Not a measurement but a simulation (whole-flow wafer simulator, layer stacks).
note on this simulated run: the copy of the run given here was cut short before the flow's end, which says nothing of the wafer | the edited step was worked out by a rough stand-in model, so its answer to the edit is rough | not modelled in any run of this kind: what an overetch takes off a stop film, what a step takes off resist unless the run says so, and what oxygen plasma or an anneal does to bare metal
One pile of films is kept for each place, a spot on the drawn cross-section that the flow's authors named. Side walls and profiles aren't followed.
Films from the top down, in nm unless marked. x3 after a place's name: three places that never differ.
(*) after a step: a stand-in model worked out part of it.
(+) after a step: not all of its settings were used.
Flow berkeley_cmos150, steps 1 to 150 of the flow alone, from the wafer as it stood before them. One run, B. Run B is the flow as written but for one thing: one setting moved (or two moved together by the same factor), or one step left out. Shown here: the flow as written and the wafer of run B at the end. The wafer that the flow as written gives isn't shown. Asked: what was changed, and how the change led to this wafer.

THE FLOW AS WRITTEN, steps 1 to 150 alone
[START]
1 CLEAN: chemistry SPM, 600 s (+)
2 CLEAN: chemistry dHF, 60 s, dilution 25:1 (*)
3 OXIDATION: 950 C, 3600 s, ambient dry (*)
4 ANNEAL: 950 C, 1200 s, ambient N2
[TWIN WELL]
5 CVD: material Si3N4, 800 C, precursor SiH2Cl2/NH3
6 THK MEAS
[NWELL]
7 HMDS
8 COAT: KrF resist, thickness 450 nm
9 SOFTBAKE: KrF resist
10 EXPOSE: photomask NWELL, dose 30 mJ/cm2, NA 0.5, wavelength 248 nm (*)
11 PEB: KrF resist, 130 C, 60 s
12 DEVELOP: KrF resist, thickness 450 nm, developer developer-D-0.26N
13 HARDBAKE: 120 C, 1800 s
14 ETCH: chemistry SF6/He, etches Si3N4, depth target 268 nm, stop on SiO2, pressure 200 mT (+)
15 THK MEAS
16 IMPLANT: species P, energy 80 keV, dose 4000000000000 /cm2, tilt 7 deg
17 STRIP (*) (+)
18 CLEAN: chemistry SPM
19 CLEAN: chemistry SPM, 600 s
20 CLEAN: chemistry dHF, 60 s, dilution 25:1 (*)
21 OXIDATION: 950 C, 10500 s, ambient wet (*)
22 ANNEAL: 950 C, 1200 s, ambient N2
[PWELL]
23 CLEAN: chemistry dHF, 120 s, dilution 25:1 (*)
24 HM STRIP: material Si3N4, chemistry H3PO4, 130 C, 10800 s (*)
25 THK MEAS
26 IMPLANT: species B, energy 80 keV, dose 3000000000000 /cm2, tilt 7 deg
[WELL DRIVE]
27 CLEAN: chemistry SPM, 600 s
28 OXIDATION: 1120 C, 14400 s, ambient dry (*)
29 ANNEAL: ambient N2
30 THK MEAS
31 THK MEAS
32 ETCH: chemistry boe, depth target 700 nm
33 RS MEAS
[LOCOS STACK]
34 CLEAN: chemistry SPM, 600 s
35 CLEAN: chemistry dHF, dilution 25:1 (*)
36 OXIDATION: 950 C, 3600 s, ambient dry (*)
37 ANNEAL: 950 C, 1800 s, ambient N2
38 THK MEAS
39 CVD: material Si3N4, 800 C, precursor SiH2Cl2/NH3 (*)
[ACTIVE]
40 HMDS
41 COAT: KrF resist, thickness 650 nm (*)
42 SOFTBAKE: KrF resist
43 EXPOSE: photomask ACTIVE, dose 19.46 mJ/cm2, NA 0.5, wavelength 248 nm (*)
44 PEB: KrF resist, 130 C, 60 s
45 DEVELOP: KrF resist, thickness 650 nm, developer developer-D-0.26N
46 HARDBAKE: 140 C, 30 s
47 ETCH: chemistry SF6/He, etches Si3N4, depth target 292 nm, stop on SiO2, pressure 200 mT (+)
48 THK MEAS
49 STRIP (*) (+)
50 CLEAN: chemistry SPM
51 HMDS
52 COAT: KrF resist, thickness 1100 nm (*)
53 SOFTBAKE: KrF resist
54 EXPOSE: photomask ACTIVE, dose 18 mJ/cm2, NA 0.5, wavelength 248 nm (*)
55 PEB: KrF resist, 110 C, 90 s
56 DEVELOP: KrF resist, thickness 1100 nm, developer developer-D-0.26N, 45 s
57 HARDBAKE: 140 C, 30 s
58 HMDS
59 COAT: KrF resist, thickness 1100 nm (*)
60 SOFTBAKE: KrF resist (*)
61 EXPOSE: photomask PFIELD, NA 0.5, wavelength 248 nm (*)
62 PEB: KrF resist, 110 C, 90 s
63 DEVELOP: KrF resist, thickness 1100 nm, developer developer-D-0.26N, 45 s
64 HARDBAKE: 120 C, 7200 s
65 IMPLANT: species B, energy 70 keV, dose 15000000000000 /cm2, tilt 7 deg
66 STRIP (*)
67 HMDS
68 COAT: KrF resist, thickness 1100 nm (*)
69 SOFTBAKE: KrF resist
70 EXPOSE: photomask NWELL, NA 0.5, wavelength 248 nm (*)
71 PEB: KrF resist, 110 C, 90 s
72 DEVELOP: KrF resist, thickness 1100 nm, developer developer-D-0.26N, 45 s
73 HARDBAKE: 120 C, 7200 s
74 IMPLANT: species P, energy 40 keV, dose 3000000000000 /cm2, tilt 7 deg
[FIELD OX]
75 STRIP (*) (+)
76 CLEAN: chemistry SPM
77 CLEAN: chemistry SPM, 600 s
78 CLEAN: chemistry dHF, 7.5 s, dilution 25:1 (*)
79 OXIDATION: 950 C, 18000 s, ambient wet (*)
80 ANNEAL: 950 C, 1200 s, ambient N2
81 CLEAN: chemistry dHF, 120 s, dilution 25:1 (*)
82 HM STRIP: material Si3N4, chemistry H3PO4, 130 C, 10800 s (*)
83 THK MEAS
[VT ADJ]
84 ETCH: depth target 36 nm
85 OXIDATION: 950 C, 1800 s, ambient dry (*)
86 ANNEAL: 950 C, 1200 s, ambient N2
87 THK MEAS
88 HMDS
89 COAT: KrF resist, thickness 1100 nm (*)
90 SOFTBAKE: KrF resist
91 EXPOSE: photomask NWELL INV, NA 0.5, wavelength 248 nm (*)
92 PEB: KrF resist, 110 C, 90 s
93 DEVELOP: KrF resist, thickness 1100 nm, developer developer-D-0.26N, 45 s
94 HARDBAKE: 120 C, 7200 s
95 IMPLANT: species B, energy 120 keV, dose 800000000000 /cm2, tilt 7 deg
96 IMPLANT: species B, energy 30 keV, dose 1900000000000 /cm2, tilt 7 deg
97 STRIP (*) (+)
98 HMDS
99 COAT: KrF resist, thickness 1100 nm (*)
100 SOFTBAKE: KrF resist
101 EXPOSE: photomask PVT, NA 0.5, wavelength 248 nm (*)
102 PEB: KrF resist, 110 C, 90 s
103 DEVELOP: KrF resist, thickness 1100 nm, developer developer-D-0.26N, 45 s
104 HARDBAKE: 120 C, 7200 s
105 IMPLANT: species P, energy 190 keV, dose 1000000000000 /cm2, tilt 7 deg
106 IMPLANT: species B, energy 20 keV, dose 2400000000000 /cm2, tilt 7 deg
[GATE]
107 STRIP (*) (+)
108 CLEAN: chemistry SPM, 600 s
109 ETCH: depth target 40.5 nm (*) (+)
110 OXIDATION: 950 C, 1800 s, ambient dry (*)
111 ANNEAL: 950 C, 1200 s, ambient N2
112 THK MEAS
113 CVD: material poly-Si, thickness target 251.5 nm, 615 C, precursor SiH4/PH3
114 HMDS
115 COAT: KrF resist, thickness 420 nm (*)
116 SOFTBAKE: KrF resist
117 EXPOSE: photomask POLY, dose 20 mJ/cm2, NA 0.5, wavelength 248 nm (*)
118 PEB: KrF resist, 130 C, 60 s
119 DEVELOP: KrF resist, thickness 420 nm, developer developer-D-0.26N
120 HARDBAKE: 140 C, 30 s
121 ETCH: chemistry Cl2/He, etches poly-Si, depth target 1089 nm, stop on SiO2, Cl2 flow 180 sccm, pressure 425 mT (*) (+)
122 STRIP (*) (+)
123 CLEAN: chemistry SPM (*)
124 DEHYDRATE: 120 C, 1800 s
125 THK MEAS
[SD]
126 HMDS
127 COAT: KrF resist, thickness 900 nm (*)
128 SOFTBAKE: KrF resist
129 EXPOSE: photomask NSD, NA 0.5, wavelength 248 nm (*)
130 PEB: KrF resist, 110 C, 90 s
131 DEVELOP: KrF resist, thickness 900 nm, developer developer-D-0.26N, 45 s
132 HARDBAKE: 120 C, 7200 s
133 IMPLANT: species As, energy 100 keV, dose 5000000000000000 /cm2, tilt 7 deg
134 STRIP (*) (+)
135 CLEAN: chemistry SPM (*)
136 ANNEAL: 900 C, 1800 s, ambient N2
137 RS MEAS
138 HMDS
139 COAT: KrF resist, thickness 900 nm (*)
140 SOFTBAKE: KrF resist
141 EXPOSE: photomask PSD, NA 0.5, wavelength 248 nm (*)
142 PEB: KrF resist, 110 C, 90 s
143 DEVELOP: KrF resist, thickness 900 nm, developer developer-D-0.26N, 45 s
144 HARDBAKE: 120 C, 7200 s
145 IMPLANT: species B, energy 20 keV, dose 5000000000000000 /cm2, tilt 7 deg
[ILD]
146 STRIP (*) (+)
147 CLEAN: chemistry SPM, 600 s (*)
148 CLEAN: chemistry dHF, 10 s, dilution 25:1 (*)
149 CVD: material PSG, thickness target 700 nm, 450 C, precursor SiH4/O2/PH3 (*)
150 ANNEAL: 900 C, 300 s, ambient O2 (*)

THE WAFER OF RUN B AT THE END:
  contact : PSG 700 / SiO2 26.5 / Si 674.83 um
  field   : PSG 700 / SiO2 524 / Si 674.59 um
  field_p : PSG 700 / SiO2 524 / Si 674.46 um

The cause: step 110, OXIDATION: 998 C was run, where the flow has 950 C.

How the change led to this, step by step:
  110 OXIDATION: 950 C, 1800 s, ambient dry (*)
      sd_n, gate_n, sd_p, gate_p, contact, m1: SiO2 +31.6 (new film), Si -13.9 (as written it would be: SiO2 +20.4 (new film), Si -8.98)
      field, field_p: SiO2 +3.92, Si -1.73 (as written it would be: SiO2 +2.49, Si -1.09)
